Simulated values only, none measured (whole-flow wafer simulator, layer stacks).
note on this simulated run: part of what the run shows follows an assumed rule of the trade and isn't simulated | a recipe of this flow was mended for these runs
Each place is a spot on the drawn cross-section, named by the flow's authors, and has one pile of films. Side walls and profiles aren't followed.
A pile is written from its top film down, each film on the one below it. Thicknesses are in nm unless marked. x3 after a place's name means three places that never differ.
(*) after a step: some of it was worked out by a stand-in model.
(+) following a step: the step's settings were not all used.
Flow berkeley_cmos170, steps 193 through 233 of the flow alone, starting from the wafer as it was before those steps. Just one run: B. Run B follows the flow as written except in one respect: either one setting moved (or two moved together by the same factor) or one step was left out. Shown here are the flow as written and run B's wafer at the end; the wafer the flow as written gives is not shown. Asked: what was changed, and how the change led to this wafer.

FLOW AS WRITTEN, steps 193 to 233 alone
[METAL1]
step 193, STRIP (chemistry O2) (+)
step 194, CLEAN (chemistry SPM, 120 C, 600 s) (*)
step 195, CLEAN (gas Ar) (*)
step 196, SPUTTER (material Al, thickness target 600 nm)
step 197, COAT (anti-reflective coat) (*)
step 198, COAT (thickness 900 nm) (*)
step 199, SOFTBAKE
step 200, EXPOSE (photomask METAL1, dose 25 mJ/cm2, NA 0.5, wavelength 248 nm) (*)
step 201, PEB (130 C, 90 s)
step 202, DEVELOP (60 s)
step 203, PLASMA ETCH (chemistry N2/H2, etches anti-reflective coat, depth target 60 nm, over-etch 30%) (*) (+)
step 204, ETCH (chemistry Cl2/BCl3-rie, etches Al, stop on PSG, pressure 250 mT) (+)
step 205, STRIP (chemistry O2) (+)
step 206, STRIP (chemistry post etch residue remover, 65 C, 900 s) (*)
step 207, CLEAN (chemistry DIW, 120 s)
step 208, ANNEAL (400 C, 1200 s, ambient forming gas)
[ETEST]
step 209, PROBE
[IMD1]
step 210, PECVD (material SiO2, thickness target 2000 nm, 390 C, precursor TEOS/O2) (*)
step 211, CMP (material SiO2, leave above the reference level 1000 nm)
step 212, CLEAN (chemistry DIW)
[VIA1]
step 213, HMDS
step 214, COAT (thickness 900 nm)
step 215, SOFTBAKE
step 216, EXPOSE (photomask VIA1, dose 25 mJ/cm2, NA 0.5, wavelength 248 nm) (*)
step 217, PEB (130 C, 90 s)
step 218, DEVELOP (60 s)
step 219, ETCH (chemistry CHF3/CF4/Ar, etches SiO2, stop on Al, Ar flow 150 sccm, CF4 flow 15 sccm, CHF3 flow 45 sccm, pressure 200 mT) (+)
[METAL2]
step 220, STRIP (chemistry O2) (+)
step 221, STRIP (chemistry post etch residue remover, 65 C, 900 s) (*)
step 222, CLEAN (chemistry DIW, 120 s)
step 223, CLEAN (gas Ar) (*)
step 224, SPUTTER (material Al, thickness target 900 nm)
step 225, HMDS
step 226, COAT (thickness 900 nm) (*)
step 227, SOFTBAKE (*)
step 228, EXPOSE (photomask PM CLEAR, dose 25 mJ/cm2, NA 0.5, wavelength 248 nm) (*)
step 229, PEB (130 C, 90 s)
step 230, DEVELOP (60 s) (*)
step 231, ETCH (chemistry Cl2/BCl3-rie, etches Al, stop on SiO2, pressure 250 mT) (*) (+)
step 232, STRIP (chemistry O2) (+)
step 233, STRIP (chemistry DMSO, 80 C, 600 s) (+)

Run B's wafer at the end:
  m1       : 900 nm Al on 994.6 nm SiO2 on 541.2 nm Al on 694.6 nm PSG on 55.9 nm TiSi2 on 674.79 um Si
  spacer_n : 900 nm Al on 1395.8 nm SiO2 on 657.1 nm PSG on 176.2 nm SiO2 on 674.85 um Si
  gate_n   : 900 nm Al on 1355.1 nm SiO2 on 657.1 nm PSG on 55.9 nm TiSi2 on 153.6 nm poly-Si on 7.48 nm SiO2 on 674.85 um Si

Cause: step 196, SPUTTER: thickness target 544 nm was run, while the flow as written has thickness target 600 nm.

Step by step, how the change led to this:
  step 196, SPUTTER (material Al, thickness target 600 nm)
      field, mark, sd_n and 8 more: +544 Al (new film) (in the flow as written it would be: +600 Al (new film))
      sd_p: +520 Al (new film) (in the flow as written it would be: +575.5 Al (new film))
      (also at 1 further place)
  step 197, COAT (anti-reflective coat) (*)
      sd_n: +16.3 anti-reflective coat (new film) (in the flow as written it would be: +17.9 anti-reflective coat (new film))
      contact: +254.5 anti-reflective coat (new film) (in the flow as written it would be: +261.1 anti-reflective coat (new film))
  step 203, PLASMA ETCH (chemistry N2/H2, etches anti-reflective coat, depth target 60 nm, over-etch 30%) (*) (+)
      sd_n: -16.3 anti-reflective coat (all of it) (in the flow as written it would be: -17.9 anti-reflective coat (all of it))
  step 204, ETCH (chemistry Cl2/BCl3-rie, etches Al, stop on PSG, pressure 250 mT) (+)
      field, mark, sd_n, spacer_n, gate_n, spacer_p, gate_p: -544 Al (all of it), -37.5 PSG (in the flow as written it would be: -600 Al (all of it), -37.5 PSG)
      contact, m1, via1, m2, via2: -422 KrF-resist (in the flow as written it would be: -450 KrF-resist)
      (also at 1 further place)
  step 205, STRIP (chemistry O2) (+)
      contact: -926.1 KrF-resist (all of it), -254.5 anti-reflective coat (all of it) (in the flow as written it would be: -910.9 KrF-resist (all of it), -261.1 anti-reflective coat (all of it))
      m1: -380 KrF-resist (all of it), -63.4 anti-reflective coat (all of it) (in the flow as written it would be: -352.3 KrF-resist (all of it), -63.4 anti-reflective coat (all of it))
      (also at 3 further places)
  step 211, CMP (material SiO2, leave above the reference level 1000 nm)
      spacer_n, spacer_p: -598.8 SiO2 (in the flow as written it would be: -542.8 SiO2)
      gate_n, gate_p: -639.6 SiO2 (in the flow as written it would be: -583.6 SiO2)
      (also at 5 further places)
